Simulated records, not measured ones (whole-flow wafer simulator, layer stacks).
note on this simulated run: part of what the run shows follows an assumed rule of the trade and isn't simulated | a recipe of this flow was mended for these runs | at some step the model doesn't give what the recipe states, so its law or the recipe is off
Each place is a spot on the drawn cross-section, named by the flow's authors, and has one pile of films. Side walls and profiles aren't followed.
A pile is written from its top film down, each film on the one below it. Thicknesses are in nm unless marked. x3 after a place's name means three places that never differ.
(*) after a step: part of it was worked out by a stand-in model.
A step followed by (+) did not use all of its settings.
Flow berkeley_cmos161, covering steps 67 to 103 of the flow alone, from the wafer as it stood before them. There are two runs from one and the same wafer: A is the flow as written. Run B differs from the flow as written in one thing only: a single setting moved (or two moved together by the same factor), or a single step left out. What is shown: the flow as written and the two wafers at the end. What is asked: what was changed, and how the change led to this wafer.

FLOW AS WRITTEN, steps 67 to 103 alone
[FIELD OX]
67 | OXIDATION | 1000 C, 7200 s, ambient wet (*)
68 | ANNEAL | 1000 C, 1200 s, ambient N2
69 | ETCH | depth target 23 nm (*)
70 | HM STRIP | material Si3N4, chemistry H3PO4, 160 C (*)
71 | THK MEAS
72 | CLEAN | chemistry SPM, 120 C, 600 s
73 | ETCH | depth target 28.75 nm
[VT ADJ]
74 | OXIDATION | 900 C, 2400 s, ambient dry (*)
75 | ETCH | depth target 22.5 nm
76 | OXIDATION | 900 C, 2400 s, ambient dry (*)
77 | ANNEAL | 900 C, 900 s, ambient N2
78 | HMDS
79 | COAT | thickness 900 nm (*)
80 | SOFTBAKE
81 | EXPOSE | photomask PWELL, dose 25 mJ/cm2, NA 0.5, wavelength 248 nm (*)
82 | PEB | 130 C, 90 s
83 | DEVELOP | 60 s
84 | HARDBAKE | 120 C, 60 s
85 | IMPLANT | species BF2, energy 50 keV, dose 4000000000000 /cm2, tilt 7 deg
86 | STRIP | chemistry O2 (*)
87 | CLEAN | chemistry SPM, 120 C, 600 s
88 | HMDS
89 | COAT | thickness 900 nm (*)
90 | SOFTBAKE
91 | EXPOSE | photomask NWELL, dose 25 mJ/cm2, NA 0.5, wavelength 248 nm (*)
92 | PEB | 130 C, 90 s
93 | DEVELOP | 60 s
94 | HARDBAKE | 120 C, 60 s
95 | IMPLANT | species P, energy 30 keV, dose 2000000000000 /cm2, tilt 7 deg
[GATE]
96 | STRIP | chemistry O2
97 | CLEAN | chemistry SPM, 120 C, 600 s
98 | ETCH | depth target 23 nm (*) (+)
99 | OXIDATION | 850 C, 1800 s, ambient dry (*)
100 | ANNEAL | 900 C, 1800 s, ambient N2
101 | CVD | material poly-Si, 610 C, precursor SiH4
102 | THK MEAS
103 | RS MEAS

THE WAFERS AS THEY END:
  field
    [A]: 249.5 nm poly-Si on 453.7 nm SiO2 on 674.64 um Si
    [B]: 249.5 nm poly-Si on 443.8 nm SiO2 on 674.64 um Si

The reason: step 69, ETCH: depth target 33 nm was run, whereas the flow has depth target 23 nm.

How this came from the change, step by step:
  69 | ETCH | depth target 23 nm (*)
      field: A -23 SiO2 | B -33 SiO2
